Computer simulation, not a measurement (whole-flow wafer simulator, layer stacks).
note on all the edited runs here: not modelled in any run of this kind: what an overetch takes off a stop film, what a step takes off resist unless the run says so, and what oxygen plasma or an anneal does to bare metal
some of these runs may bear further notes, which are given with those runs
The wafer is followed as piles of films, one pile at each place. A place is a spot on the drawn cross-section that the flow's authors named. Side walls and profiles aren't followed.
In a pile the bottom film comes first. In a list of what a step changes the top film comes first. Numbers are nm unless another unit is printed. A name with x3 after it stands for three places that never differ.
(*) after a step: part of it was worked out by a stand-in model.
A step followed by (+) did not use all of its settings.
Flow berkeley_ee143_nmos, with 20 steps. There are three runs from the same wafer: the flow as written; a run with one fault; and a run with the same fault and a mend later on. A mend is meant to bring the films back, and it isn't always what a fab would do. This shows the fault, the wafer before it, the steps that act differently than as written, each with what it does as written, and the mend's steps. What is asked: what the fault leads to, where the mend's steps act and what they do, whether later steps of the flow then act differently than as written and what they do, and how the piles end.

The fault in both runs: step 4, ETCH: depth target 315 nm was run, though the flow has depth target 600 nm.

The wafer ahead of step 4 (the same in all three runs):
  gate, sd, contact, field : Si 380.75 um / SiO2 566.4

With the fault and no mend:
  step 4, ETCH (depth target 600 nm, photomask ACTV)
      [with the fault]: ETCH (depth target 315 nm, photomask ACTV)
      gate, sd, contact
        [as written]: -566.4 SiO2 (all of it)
        [with the fault]: -315 SiO2
  Steps later in the flow that act otherwise than as written:
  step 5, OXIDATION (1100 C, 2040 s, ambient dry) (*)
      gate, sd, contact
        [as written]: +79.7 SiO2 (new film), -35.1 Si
        [with the fault]: +22.1 SiO2, -9.73 Si
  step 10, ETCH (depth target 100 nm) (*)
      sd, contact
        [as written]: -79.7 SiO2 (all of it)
        [with the fault]: -100 SiO2
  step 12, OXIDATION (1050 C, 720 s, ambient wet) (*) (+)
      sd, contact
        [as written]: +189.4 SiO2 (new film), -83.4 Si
        [with the fault]: +119.8 SiO2, -52.7 Si
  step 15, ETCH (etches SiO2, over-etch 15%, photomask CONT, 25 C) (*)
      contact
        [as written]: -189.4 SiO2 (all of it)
        [with the fault]: -293.2 SiO2 (all of it)
  By the end, the piles at gate, sd depart from the flow's by more than 2% or 0.5 nm, whichever is larger.
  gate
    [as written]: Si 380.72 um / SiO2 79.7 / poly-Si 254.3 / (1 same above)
    [with the fault]: Si 380.74 um / SiO2 273.5 / poly-Si 254.3 / (1 same above)
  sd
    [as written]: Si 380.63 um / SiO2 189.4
    [with the fault]: Si 380.69 um / SiO2 293.2

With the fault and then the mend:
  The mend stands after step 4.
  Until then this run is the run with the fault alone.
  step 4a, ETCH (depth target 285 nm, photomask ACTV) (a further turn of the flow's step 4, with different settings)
      gate, sd, contact
        -251.4 SiO2 (all of it)
  Every later step of the flow that is run acts as written at every place that is followed.
  At every place that both follow, the piles at the end match the flow's.
